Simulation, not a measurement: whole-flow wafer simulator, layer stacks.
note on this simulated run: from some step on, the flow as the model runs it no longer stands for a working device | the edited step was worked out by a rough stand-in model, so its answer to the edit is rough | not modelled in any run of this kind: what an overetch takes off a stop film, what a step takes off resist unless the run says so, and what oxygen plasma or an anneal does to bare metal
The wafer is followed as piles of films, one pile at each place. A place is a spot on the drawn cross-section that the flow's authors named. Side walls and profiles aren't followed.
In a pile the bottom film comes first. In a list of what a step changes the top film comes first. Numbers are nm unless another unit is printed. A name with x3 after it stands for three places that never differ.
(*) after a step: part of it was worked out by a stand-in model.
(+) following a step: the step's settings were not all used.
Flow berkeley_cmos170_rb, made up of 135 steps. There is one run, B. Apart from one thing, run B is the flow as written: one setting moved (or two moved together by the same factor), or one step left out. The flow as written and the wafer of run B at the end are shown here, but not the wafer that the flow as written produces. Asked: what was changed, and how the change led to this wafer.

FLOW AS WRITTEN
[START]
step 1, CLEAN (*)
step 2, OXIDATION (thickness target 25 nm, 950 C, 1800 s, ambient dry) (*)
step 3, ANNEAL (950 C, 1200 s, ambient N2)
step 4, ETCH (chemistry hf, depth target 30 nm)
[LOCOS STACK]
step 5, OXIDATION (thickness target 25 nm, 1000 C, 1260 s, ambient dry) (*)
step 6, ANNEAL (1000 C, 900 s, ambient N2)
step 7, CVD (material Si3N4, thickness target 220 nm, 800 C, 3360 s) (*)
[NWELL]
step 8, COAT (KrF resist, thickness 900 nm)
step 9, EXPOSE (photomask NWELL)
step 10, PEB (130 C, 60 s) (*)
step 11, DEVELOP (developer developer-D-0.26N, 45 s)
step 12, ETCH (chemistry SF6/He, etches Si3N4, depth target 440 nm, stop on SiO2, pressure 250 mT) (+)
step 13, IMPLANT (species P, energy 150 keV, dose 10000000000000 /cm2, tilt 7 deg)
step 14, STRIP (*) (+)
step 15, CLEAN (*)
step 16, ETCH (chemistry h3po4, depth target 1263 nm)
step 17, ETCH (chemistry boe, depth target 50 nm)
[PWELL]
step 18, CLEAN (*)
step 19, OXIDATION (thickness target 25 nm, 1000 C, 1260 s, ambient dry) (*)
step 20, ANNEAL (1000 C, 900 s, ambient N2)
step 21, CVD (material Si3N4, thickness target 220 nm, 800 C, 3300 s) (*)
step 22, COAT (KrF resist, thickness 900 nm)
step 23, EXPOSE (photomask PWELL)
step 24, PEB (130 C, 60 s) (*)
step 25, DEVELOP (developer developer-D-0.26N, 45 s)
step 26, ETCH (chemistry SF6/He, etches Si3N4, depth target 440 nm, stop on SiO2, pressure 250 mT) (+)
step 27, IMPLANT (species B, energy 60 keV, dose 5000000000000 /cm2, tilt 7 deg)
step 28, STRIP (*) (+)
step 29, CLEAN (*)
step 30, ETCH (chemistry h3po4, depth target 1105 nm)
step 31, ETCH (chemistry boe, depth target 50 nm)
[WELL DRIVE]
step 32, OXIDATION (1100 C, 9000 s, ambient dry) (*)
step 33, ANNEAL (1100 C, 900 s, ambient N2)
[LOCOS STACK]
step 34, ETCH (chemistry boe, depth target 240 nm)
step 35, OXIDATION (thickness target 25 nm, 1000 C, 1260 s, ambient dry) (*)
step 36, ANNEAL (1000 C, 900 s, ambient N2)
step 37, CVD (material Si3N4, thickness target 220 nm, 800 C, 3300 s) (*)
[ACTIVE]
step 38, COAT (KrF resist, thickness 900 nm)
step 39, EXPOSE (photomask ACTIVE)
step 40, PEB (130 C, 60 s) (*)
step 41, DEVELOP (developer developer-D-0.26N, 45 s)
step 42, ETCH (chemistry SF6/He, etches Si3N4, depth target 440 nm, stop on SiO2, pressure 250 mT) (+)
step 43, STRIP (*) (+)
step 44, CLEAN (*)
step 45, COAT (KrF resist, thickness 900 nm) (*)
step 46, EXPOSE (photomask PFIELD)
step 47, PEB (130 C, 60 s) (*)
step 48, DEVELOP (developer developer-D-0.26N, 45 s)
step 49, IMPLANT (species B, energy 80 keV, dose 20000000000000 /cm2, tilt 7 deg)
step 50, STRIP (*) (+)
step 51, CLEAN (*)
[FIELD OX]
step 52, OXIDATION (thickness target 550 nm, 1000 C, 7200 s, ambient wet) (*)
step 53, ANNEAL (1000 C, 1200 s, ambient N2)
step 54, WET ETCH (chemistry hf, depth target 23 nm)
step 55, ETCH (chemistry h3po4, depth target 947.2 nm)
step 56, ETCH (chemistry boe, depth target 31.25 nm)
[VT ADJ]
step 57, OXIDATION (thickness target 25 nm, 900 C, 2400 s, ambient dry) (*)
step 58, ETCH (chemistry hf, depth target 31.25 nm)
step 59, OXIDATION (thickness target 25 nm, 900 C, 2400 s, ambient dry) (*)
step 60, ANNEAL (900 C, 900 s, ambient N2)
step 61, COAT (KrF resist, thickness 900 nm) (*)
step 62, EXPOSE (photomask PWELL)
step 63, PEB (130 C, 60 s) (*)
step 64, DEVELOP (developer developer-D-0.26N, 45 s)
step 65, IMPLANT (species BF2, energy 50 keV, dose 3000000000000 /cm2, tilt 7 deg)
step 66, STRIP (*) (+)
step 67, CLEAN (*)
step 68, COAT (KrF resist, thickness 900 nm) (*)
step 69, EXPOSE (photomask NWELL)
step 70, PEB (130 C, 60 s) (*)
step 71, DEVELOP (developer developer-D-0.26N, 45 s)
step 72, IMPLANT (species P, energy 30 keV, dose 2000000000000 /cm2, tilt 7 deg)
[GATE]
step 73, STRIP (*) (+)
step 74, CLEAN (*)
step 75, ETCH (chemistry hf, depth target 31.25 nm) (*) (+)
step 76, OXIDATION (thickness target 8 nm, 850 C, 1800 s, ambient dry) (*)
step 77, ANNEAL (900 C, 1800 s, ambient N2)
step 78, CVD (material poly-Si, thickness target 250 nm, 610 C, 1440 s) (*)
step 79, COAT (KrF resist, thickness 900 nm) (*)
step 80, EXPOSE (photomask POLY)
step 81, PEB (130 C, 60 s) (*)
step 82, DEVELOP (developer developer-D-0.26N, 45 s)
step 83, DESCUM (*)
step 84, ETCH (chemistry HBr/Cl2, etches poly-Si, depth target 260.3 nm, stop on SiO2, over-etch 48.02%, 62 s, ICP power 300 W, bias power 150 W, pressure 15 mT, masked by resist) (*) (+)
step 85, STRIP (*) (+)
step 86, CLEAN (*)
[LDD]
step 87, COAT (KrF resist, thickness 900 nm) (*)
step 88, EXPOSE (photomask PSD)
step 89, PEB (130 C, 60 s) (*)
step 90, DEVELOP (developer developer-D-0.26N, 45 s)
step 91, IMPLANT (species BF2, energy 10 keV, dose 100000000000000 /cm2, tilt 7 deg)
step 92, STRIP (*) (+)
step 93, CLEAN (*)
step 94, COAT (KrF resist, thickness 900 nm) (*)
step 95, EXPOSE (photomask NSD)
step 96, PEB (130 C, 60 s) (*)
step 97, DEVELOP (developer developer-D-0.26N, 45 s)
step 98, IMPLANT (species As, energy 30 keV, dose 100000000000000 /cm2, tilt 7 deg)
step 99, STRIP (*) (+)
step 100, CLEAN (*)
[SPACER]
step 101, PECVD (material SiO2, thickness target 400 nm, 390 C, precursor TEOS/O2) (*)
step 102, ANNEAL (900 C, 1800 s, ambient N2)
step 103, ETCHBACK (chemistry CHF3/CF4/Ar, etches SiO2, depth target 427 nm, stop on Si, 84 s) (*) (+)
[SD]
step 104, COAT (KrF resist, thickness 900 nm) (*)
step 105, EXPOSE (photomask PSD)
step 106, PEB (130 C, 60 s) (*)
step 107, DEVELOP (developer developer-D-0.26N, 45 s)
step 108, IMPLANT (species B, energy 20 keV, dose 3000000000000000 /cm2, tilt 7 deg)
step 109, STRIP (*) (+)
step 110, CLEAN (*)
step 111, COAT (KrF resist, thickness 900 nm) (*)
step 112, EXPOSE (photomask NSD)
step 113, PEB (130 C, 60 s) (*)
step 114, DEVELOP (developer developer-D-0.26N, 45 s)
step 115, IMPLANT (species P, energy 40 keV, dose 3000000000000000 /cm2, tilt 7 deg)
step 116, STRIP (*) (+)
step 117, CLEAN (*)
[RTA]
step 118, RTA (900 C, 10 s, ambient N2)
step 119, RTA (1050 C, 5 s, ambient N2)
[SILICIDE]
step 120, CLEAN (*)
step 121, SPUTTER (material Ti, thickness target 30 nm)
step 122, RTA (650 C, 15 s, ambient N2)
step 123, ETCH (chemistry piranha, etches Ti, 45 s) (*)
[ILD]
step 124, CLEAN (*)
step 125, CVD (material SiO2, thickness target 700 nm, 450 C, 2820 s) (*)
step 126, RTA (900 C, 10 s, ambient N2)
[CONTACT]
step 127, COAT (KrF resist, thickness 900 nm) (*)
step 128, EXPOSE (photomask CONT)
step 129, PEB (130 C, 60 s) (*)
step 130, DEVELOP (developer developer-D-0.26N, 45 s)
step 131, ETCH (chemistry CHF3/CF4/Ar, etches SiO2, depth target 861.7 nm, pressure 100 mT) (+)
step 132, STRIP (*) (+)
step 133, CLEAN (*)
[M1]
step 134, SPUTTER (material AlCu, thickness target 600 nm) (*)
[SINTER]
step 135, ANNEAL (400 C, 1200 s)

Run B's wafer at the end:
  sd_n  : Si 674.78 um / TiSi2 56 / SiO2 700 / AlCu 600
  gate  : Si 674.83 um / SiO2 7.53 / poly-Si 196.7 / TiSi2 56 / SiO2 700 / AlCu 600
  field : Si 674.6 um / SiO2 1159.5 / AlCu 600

The reason: step 32, OXIDATION: 1155 C was run, though the flow has 1100 C.

The path from the change to this, step by step:
  step 32, OXIDATION (1100 C, 9000 s, ambient dry) (*)
      field, sd_n, spacer_n and 6 more: SiO2 gains 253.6 (new film), Si loses 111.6 (in the flow as written it would be: SiO2 gains 197.6 (new film), Si loses 86.9)
  step 34, ETCH (chemistry boe, depth target 240 nm)
      field, sd_n, spacer_n and 6 more: SiO2 loses 240 (in the flow as written it would be: SiO2 loses 197.6 (all of it))
  step 35, OXIDATION (thickness target 25 nm, 1000 C, 1260 s, ambient dry) (*)
      field, sd_n, spacer_n and 6 more: SiO2 gains 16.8, Si loses 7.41 (in the flow as written it would be: SiO2 gains 26.6 (new film), Si loses 11.7)
  step 52, OXIDATION (thickness target 550 nm, 1000 C, 7200 s, ambient wet) (*)
      gate: SiO2 gains 12.9 (new film), Si3N4 loses 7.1 (in the flow as written it would be: SiO2 gains 12.9 (new film), Si3N4 loses 7.1, SiO2 gains 0.08, Si loses 0.08)
      sd_n: SiO2 gains 12.9 (new film), Si3N4 loses 7.1, SiO2 gains 3.8, Si loses 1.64 (in the flow as written it would be: SiO2 gains 12.9 (new film), Si3N4 loses 7.1, SiO2 gains 2.22, Si loses 0.84)
      (and at 1 other place as well)
  step 56, ETCH (chemistry boe, depth target 31.25 nm)
      sd_n: SiO2 loses 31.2 (in the flow as written it would be: SiO2 loses 28.8 (all of it))
      m1: SiO2 loses 31.2 (in the flow as written it would be: SiO2 loses 31.5 (all of it))
      (and at 6 other places as well)
  step 57, OXIDATION (thickness target 25 nm, 900 C, 2400 s, ambient dry) (*)
      sd_n: SiO2 gains 13, Si loses 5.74 (in the flow as written it would be: SiO2 gains 15 (new film), Si loses 6.62)
      m1: SiO2 gains 12.8, Si loses 5.62 (in the flow as written it would be: SiO2 gains 15 (new film), Si loses 6.62)
  step 58, ETCH (chemistry hf, depth target 31.25 nm)
      sd_n: SiO2 loses 16 (all of it) (in the flow as written it would be: SiO2 loses 15 (all of it))
      m1: SiO2 loses 19.5 (all of it) (in the flow as written it would be: SiO2 loses 15 (all of it))
